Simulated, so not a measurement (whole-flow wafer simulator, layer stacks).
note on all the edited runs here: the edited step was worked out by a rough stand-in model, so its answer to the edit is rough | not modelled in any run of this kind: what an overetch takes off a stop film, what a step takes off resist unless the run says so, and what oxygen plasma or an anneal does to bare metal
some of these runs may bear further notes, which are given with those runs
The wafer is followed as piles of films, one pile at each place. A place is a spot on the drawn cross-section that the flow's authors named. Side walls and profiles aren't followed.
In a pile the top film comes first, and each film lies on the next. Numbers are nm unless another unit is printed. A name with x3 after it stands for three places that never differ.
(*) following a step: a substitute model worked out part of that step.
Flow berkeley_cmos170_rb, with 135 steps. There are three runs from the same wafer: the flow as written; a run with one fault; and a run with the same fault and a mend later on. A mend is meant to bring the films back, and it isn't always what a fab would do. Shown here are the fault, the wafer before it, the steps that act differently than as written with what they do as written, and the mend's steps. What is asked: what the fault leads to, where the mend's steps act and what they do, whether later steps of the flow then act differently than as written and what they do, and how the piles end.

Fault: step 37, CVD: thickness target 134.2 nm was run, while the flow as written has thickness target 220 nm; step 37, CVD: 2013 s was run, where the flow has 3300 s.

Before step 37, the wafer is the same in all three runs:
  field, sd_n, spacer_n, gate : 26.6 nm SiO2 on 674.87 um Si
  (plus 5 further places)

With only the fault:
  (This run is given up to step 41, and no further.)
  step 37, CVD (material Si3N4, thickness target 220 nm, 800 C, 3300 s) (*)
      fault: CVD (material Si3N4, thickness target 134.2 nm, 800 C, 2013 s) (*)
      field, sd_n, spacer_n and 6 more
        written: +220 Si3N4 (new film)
        fault: +134.2 Si3N4 (new film)
  None of the later steps of the flow up to step 41 acts differently than as written at any place that is followed.
  Once step 41 is done, the piles at field, sd_n, spacer_n and 6 more depart from the flow's by more than 2% or 0.5 nm, whichever is larger.
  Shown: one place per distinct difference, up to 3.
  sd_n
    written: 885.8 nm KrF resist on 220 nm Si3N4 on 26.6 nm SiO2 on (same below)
    fault: 885.8 nm KrF resist on 134.2 nm Si3N4 on 26.6 nm SiO2 on (same below)
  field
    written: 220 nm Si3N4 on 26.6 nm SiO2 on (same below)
    fault: 134.2 nm Si3N4 on 26.6 nm SiO2 on (same below)

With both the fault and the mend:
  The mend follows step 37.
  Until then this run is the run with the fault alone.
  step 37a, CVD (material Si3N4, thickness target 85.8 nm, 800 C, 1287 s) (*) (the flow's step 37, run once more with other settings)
      field, sd_n, spacer_n and 6 more
        +85.8 Si3N4
  None of the later steps of the flow acts differently than as written at any place that is followed.
  At every place that both follow, the piles at the end match the flow's.
